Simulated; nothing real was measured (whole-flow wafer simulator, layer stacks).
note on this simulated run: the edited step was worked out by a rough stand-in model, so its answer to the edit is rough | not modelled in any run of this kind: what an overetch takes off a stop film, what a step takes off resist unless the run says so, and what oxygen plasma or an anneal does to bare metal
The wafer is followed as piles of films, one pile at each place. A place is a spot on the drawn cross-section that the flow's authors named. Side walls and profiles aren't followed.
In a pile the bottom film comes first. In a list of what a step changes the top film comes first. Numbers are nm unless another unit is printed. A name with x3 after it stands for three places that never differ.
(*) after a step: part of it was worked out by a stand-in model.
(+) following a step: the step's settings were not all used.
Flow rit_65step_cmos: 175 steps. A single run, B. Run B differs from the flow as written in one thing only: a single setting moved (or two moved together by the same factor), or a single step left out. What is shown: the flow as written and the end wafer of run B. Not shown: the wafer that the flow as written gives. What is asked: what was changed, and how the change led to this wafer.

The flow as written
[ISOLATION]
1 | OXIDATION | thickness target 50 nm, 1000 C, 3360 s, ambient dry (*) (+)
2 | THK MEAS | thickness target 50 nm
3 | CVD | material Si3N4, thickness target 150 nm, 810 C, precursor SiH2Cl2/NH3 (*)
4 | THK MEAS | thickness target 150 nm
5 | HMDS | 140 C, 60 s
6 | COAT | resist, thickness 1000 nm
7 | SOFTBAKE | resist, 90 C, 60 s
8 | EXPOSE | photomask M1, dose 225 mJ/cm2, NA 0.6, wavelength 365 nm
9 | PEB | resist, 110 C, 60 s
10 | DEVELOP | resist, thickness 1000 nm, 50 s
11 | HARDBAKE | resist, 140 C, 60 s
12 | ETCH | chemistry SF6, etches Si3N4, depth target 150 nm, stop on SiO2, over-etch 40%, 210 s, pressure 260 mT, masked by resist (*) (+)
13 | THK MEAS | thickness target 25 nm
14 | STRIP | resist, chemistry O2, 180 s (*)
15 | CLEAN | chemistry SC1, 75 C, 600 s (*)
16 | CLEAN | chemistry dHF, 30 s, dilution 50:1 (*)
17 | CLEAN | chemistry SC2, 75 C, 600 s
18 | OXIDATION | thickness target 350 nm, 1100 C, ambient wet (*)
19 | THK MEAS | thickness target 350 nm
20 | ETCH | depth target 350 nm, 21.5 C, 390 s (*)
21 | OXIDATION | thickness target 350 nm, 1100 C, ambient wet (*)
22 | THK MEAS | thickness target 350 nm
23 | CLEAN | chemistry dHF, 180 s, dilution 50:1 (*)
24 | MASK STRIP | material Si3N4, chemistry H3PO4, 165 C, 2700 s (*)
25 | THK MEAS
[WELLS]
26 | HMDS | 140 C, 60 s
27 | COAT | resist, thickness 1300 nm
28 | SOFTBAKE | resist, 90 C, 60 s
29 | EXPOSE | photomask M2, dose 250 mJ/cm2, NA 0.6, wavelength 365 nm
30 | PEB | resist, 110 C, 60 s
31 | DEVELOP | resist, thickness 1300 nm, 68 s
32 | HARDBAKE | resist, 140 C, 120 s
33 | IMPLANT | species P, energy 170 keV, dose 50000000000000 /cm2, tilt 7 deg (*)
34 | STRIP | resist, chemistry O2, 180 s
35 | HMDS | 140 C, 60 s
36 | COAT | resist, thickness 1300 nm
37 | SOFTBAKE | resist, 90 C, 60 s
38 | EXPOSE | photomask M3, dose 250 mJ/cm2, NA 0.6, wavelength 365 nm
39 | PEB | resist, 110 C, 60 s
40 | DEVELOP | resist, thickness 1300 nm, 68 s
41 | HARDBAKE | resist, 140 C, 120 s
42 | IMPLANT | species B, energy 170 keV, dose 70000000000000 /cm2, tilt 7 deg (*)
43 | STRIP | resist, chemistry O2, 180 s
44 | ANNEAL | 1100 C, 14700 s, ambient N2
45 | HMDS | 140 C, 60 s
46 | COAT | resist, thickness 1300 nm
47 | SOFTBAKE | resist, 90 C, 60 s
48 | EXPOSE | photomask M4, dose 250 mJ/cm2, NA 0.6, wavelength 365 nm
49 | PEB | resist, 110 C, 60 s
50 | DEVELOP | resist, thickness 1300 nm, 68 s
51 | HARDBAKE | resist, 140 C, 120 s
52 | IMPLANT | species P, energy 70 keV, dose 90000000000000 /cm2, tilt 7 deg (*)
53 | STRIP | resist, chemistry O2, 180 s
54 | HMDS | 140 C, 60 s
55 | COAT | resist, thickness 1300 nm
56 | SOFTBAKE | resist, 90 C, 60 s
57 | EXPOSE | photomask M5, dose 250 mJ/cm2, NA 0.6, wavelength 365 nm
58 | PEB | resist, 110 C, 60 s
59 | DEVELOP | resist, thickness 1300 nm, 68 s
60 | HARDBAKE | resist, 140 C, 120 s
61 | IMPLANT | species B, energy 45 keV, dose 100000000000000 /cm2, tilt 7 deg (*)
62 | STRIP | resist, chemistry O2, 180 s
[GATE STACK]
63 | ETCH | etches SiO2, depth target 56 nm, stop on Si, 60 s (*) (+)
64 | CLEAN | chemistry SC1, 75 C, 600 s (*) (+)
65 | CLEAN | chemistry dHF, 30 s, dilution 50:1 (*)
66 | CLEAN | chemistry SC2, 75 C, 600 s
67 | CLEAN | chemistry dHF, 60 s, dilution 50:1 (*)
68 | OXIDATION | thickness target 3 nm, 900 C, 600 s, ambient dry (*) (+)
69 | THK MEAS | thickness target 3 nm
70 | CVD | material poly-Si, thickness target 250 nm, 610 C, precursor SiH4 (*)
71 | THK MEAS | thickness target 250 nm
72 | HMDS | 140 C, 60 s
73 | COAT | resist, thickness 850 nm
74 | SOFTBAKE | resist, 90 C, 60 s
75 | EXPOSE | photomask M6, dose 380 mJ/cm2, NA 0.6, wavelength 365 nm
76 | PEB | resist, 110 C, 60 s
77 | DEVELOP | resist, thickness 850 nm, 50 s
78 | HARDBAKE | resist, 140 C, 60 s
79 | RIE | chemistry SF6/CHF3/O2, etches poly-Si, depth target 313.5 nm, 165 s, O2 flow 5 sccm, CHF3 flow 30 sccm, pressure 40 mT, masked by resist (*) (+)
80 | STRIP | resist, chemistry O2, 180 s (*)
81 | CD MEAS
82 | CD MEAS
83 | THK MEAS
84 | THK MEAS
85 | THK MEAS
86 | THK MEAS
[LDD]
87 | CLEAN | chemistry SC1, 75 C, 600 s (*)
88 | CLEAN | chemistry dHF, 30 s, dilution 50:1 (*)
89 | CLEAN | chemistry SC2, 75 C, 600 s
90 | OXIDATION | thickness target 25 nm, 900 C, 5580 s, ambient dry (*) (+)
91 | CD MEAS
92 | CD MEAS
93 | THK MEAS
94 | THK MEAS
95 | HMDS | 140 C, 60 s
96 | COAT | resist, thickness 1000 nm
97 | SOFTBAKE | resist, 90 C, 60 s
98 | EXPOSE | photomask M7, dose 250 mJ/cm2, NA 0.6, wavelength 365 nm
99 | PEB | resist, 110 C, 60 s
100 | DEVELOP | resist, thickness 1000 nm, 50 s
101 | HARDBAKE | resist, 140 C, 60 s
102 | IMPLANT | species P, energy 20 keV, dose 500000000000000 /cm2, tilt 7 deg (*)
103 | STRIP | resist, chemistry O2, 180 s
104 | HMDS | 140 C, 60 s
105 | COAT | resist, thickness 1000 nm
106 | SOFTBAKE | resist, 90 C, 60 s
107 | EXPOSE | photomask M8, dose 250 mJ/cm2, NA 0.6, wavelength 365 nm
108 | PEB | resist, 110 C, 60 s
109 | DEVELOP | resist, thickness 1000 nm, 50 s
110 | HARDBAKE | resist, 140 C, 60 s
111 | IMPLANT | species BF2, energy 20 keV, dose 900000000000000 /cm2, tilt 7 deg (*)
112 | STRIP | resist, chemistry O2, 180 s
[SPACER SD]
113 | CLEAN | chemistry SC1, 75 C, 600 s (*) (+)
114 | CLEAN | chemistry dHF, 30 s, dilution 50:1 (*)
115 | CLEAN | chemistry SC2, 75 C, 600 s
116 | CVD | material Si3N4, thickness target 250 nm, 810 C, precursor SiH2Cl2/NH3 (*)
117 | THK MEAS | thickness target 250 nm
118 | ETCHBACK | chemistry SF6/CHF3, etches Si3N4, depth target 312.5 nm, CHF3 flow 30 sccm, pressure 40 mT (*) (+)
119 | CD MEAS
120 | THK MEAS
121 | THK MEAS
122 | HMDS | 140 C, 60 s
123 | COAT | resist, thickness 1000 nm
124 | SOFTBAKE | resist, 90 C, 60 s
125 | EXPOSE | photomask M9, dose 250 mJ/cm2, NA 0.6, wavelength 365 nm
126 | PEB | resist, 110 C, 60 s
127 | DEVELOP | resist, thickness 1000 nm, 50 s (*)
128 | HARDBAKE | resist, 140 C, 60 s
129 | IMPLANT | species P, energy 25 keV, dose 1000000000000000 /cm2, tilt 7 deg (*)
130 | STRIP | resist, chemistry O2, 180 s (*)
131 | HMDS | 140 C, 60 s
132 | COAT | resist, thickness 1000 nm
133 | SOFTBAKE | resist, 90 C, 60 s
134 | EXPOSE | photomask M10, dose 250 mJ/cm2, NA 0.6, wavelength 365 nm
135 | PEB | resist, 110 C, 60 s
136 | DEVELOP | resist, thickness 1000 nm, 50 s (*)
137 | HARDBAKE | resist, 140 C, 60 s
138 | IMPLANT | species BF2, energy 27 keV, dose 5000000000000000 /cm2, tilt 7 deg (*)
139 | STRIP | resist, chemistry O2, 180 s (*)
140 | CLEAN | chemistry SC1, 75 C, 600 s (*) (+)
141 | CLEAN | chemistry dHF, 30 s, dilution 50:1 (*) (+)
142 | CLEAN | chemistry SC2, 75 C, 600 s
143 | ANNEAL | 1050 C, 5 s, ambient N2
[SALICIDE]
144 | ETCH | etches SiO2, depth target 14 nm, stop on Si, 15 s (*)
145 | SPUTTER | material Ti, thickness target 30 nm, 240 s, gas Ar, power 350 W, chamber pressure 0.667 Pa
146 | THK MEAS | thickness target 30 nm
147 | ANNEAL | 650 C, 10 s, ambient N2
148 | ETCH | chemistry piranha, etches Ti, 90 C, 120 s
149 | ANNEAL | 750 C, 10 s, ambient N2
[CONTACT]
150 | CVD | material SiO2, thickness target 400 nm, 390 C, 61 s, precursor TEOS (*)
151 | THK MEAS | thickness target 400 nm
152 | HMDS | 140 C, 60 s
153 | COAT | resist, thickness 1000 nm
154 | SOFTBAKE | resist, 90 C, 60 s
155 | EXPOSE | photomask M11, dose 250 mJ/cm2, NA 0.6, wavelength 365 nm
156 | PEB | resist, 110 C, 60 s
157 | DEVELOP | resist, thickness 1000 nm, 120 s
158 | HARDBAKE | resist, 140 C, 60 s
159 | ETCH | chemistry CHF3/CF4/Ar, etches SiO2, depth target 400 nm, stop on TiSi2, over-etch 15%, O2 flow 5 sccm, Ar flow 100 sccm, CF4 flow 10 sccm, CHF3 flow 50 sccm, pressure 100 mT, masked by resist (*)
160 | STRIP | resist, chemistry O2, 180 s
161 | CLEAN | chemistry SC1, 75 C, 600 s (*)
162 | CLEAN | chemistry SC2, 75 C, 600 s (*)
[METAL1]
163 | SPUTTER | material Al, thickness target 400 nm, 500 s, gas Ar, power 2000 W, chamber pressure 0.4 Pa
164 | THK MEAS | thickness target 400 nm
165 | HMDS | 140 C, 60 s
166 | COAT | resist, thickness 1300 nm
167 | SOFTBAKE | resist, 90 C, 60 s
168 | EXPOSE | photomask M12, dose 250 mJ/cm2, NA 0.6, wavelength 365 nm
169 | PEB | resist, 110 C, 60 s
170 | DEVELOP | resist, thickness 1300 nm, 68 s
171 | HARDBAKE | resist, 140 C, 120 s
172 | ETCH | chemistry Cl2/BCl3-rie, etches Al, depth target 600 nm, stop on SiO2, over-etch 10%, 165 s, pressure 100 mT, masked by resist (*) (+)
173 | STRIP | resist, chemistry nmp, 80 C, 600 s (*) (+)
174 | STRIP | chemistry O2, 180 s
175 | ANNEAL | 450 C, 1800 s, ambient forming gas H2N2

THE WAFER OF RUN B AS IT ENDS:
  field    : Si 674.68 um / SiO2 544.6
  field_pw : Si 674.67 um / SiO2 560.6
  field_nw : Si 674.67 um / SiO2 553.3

What caused this: step 63, ETCH: 33 s was run, while the flow as written has 60 s.

Step by step, how the change led to this:
  63 | ETCH | etches SiO2, depth target 56 nm, stop on Si, 60 s (*) (+)
      active_n, active_p, gate_n and 7 more: -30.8 SiO2 (as written it would have been: -45.4 SiO2 (all of it), -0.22 Si)
      field, field_pw, field_nw, field_p: -30.8 SiO2 (as written it would have been: -56 SiO2)
  64 | CLEAN | chemistry SC1, 75 C, 600 s (*) (+)
      active_n, active_p, gate_n and 7 more: -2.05 SiO2 (as written it would have been: +0.6 chemical SiO2 (new film), -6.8 Si)
  65 | CLEAN | chemistry dHF, 30 s, dilution 50:1 (*)
      active_n, gate_n, spacer, sd_n, contact, m1: -3.25 SiO2 (as written it would have been: -0.6 chemical SiO2 (all of it))
      active_p, gate_p, spacer_p, sd_p: -5.67 SiO2 (as written it would have been: -0.6 chemical SiO2 (all of it))
  67 | CLEAN | chemistry dHF, 60 s, dilution 50:1 (*)
      active_n, gate_n, spacer, sd_n, contact, m1: -6.52 SiO2 (as written it would have been: -0.4 chemical SiO2 (all of it))
      gate_p, spacer_p, sd_p: -6.91 SiO2 (all of it) (as written it would have been: -0.4 chemical SiO2 (all of it))
      (as well as at 1 more place)
  68 | OXIDATION | thickness target 3 nm, 900 C, 600 s, ambient dry (*) (+)
      active_n, gate_n, spacer, sd_n, contact, m1: +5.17 SiO2, -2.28 Si (as written it would have been: +7.17 SiO2 (new film), -3.16 Si)
  79 | RIE | chemistry SF6/CHF3/O2, etches poly-Si, depth target 313.5 nm, 165 s, O2 flow 5 sccm, CHF3 flow 30 sccm, pressure 40 mT, masked by resist (*) (+)
      spacer, sd_n, contact, m1: -250 poly-Si (all of it), -7.99 SiO2 (all of it) (as written it would have been: -250 poly-Si (all of it), -7.17 SiO2 (all of it))
      active_n: -250 poly-Si (all of it), -7.95 SiO2 (all of it) (as written it would have been: -250 poly-Si (all of it), -7.17 SiO2 (all of it))
